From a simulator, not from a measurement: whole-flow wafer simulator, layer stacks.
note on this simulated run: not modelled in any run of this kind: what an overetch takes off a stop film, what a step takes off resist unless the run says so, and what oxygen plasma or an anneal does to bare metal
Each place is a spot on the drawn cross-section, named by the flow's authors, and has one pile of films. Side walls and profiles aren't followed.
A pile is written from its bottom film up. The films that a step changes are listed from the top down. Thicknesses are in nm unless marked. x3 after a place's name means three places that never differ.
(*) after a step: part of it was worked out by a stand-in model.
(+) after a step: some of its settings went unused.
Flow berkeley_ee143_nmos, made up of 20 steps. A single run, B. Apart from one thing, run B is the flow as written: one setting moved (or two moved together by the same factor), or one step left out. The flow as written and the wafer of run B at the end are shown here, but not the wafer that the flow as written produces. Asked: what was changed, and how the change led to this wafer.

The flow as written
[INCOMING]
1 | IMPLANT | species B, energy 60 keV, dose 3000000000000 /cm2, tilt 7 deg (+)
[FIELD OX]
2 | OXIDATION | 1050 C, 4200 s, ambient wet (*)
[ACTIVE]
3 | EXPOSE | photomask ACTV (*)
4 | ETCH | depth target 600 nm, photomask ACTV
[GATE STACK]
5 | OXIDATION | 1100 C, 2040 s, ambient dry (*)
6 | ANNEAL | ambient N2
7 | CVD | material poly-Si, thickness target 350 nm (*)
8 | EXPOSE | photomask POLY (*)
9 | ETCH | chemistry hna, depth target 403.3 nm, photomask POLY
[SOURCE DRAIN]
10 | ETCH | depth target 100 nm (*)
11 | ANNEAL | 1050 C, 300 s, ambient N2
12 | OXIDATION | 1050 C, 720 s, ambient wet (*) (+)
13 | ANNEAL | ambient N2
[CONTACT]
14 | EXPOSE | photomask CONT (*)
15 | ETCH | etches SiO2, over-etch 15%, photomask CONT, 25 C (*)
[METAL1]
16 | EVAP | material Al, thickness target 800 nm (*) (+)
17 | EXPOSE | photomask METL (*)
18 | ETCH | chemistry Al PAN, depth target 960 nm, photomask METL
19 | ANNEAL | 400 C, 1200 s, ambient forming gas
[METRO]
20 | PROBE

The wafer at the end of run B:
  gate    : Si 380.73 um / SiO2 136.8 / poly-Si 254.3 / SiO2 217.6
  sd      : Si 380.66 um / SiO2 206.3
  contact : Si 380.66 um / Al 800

Cause: step 4, ETCH: depth target 468 nm was run, though the flow has depth target 600 nm.

The path from the change to this, step by step:
  4 | ETCH | depth target 600 nm, photomask ACTV
      gate, sd, contact: SiO2 loses 468 (as written it would have been: SiO2 loses 566.4 (all of it))
  5 | OXIDATION | 1100 C, 2040 s, ambient dry (*)
      gate, sd, contact: SiO2 gains 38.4, Si loses 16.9 (as written it would have been: SiO2 gains 79.7 (new film), Si loses 35.1)
  10 | ETCH | depth target 100 nm (*)
      sd, contact: SiO2 loses 100 (as written it would have been: SiO2 loses 79.7 (all of it))
  12 | OXIDATION | 1050 C, 720 s, ambient wet (*) (+)
      sd, contact: SiO2 gains 169.5, Si loses 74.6 (as written it would have been: SiO2 gains 189.4 (new film), Si loses 83.4)
  15 | ETCH | etches SiO2, over-etch 15%, photomask CONT, 25 C (*)
      contact: SiO2 loses 206.3 (all of it) (as written it would have been: SiO2 loses 189.4 (all of it))
